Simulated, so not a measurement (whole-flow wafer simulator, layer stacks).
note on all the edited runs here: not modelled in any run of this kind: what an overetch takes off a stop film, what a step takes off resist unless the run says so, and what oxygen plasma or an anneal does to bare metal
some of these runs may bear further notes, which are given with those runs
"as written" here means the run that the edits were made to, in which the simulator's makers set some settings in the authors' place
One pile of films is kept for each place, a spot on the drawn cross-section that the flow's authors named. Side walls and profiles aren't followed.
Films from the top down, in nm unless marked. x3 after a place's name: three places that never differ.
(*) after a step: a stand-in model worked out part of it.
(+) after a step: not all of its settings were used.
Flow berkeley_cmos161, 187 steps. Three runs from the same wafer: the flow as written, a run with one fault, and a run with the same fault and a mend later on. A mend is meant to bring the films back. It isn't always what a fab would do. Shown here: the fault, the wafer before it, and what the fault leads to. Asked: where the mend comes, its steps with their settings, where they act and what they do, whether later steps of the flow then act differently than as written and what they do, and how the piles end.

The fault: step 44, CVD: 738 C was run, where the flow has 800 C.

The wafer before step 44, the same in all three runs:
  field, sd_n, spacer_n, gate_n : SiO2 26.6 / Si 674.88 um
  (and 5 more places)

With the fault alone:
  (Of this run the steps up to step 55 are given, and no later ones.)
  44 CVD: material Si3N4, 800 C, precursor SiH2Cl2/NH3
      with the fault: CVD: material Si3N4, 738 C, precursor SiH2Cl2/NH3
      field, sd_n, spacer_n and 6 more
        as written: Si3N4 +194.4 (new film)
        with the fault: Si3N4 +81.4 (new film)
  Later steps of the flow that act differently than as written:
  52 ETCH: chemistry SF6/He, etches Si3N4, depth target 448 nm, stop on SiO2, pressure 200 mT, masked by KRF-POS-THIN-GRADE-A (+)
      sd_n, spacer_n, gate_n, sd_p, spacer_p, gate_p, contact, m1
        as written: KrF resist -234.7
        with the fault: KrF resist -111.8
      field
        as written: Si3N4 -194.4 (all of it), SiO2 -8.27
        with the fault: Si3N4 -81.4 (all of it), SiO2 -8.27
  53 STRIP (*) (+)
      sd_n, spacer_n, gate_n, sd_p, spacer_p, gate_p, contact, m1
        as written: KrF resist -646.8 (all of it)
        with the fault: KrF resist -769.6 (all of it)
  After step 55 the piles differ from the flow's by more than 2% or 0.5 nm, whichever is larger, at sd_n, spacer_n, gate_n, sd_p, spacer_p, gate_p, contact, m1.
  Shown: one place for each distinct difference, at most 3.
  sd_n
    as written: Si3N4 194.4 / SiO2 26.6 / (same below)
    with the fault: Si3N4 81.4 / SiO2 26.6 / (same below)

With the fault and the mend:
  The mend comes after step 44.
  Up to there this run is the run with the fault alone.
  44a ETCH: chemistry h3po4, depth target 93.61 nm
      field, sd_n, spacer_n and 6 more
        Si3N4 -81.4 (all of it)
  44b CLEAN: chemistry SPM (the flow's step 36 once more)
      changes no film at any place that is followed
  44c CVD: material Si3N4, 800 C, precursor SiH2Cl2/NH3 (the flow's step 44 once more)
      field, sd_n, spacer_n and 6 more
        Si3N4 +194.4 (new film)
  No later step of the flow acts differently than as written at any place that is followed.
  At the end the piles are the same as the flow's at every place that both follow.
